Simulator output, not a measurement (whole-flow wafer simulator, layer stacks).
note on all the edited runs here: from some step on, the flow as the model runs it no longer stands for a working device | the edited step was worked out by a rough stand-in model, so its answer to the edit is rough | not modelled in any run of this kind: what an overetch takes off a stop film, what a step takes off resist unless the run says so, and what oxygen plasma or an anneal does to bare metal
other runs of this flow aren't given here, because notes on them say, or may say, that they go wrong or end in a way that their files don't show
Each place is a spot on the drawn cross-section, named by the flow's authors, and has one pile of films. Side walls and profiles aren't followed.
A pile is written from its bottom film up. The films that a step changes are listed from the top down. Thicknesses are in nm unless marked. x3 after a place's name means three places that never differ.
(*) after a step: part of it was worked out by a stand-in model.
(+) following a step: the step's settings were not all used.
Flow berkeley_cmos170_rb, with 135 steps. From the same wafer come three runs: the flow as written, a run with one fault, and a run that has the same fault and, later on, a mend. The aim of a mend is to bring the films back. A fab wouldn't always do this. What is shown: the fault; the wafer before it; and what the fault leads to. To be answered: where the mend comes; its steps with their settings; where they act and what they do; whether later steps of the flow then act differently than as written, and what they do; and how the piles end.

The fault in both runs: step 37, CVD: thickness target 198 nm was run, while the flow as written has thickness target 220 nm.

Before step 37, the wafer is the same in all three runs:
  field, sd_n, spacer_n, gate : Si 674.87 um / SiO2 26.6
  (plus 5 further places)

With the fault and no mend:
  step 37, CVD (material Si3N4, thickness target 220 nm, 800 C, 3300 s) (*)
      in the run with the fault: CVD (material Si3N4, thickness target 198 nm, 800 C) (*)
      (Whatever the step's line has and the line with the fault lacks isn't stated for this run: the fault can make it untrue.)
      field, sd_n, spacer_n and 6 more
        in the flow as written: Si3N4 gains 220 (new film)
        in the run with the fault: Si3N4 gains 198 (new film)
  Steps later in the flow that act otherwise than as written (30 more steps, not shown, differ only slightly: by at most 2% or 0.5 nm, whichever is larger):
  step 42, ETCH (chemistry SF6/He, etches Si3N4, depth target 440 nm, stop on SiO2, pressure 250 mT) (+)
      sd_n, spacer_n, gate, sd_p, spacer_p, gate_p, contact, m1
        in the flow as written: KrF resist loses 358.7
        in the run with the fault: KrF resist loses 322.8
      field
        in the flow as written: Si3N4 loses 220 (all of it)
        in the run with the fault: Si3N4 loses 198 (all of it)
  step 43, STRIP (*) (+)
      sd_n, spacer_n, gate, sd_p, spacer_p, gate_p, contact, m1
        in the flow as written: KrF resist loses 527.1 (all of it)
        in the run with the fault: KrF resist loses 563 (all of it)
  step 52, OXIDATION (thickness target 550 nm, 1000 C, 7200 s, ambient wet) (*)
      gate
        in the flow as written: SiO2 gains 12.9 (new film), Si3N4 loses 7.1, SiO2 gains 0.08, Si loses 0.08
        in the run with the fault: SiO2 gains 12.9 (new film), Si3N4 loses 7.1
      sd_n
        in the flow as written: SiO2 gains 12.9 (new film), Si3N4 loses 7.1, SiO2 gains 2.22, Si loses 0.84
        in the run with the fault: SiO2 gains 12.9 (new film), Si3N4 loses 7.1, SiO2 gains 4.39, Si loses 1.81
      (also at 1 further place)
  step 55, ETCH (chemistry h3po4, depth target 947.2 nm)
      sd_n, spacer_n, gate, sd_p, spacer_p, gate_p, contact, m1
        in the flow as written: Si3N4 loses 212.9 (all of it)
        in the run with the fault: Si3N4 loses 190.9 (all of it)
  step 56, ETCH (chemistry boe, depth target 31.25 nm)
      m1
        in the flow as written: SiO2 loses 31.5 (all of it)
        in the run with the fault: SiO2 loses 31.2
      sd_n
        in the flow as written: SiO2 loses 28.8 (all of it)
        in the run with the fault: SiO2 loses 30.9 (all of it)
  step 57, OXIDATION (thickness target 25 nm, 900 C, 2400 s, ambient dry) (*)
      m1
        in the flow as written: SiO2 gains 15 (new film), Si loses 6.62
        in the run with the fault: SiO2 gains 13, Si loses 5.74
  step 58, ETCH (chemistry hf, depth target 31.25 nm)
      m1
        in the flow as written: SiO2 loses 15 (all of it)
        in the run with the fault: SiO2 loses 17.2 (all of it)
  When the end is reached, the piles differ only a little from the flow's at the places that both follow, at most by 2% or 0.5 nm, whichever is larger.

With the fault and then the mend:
  The mend follows step 37.
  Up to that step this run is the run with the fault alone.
  step 37a, CVD (material Si3N4, thickness target 22 nm, 800 C) (*) (the flow's step 37 again, with other settings)
      field, sd_n, spacer_n and 6 more
        Si3N4 gains 22
  Later steps of the flow that are run all act as written at every place that is followed.
  At every place that both follow, the piles at the end match the flow's.
